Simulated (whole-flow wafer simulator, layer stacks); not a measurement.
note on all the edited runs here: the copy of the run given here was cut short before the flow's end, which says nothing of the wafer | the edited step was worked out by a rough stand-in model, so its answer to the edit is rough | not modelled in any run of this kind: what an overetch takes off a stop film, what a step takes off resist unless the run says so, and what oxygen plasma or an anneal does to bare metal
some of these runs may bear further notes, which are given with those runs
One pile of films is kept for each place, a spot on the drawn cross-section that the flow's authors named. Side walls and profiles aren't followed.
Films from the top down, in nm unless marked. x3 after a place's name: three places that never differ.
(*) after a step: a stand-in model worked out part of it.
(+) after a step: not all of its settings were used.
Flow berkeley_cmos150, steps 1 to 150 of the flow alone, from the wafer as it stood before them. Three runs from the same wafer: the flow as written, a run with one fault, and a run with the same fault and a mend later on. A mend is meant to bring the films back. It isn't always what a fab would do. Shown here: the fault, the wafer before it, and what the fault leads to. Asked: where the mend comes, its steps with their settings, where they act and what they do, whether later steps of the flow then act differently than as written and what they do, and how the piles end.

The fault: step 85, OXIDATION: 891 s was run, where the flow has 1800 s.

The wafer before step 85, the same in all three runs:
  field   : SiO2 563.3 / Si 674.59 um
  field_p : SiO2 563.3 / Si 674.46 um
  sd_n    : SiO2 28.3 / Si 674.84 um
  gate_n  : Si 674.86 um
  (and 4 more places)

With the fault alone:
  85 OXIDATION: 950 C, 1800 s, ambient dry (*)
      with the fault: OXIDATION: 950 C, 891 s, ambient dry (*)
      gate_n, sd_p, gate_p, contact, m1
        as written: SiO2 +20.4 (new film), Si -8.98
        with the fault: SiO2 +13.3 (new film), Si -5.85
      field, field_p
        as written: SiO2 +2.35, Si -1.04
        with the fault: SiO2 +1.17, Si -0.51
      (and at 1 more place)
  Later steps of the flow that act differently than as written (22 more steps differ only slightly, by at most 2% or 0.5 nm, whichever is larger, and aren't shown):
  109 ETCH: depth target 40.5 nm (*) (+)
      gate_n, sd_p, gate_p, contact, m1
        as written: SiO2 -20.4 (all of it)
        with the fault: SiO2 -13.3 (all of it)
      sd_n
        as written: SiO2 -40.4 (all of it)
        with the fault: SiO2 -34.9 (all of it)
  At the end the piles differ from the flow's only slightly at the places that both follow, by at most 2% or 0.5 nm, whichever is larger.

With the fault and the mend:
  The mend comes after step 94.
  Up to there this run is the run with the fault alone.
  94a STRIP (*) (+)
      field_p
        KrF resist -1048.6 (all of it)
      sd_p
        KrF resist -1275.2 (all of it)
      gate_p
        KrF resist -1249.7 (all of it)
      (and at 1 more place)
  94b CLEAN: chemistry SPM, 600 s (the flow's step 77 once more)
      changes no film at any place that is followed
  94c OXIDATION: 950 C, 802 s, ambient dry (*) (the flow's step 85 once more, with other settings)
      gate_n, sd_p, gate_p, contact, m1
        SiO2 +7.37, Si -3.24
      field, field_p
        SiO2 +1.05, Si -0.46
      sd_n
        SiO2 +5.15, Si -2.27
  94d HMDS (the flow's step 88 once more)
      changes no film at any place that is followed
  94e COAT: KrF resist, thickness 1100 nm (*) (the flow's step 89 once more)
      field
        KrF resist +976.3 (new film)
      field_p
        KrF resist +1087.8 (new film)
      sd_n
        KrF resist +1243.1 (new film)
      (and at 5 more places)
  94f SOFTBAKE: KrF resist (the flow's step 90 once more)
      changes no film at any place that is followed
  94g EXPOSE: photomask NWELL INV, NA 0.5, wavelength 248 nm (*) (the flow's step 91 once more)
      changes no film at any place that is followed
  94h PEB: KrF resist, 110 C, 90 s (the flow's step 92 once more)
      field
        KrF resist -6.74
      field_p
        KrF resist -7.53
      sd_n
        KrF resist -8.63
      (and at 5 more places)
  94i DEVELOP: KrF resist, thickness 1100 nm, developer developer-D-0.26N, 45 s (the flow's step 93 once more)
      field_p, sd_p, gate_p, m1
        KrF resist -13.3
      field
        KrF resist -969.5 (all of it)
      sd_n
        KrF resist -1234.5 (all of it)
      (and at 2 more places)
  94j HARDBAKE: 120 C, 7200 s (the flow's step 94 once more)
      field_p
        KrF resist -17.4
      sd_p
        KrF resist -21.4
      gate_p
        KrF resist -20.9
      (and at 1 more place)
  No later step of the flow acts differently than as written, at any place that is followed, by more than 2% or 0.5 nm, whichever is larger.
  At the end the piles differ from the flow's only slightly at the places that both follow, by at most 2% or 0.5 nm, whichever is larger.
